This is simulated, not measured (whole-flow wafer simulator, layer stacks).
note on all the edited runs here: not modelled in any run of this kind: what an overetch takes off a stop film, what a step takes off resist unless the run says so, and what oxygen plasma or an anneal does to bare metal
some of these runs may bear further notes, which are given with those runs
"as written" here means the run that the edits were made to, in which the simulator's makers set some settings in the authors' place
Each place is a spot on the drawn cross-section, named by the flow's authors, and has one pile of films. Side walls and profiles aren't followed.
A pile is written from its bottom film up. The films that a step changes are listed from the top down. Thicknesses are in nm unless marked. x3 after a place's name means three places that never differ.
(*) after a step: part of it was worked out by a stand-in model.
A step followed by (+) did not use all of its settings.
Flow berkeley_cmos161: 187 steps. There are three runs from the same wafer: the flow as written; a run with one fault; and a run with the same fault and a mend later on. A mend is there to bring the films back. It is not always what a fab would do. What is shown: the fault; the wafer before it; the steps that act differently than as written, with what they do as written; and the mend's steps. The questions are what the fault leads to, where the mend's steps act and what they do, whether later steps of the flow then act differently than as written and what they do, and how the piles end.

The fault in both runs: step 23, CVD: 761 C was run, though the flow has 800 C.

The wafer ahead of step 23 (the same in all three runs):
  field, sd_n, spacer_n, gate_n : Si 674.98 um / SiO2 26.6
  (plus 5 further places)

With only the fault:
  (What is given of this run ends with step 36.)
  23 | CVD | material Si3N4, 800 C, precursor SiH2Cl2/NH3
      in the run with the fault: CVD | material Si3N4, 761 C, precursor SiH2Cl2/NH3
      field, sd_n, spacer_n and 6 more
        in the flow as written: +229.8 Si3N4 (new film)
        in the run with the fault: +139.8 Si3N4 (new film)
  Later steps of the flow acting differently than as written (1 other step is not shown; it differs only slightly, by no more than 2% or 0.5 nm, whichever is larger):
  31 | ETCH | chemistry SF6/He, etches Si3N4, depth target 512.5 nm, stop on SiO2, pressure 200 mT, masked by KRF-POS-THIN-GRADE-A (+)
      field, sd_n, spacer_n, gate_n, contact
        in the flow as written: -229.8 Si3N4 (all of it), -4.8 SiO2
        in the run with the fault: -139.8 Si3N4 (all of it), -4.8 SiO2
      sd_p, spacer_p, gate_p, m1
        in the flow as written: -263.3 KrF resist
        in the run with the fault: -165.5 KrF resist
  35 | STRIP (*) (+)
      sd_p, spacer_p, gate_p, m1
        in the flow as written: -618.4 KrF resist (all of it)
        in the run with the fault: -716.1 KrF resist (all of it)
  Once step 36 is done, the piles at sd_p, spacer_p, gate_p, m1 depart from the flow's by more than 2% or 0.5 nm, whichever is larger.
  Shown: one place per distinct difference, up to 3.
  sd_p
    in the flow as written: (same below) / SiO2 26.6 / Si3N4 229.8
    in the run with the fault: (same below) / SiO2 26.6 / Si3N4 139.8

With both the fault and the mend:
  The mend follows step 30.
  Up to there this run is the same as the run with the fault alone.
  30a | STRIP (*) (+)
      sd_p, spacer_p, gate_p, m1
        -882 KrF resist (all of it)
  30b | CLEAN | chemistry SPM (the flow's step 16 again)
      does not change any film at any place that is followed
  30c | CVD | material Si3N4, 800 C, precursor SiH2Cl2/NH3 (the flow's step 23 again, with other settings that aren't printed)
      field, sd_n, spacer_n and 6 more
        +90 Si3N4
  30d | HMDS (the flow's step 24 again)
      does not change any film at any place that is followed
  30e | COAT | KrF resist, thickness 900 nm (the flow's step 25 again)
      field, sd_n, spacer_n and 6 more
        +900 KrF resist (new film)
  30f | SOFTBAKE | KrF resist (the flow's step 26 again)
      does not change any film at any place that is followed
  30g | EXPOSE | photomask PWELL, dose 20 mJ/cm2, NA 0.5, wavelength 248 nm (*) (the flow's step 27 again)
      does not change any film at any place that is followed
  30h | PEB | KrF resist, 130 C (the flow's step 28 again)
      field, sd_n, spacer_n and 6 more
        -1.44 KrF resist
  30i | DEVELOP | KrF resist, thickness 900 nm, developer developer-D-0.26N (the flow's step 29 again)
      field, sd_n, spacer_n, gate_n, contact
        -898.6 KrF resist (all of it)
      sd_p, spacer_p, gate_p, m1
        -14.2 KrF resist
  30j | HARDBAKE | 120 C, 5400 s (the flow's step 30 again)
      sd_p, spacer_p, gate_p, m1
        -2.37 KrF resist
  Later steps of the flow that are run all act as written at every place that is followed.
  At every place that both follow, the piles at the end match the flow's.
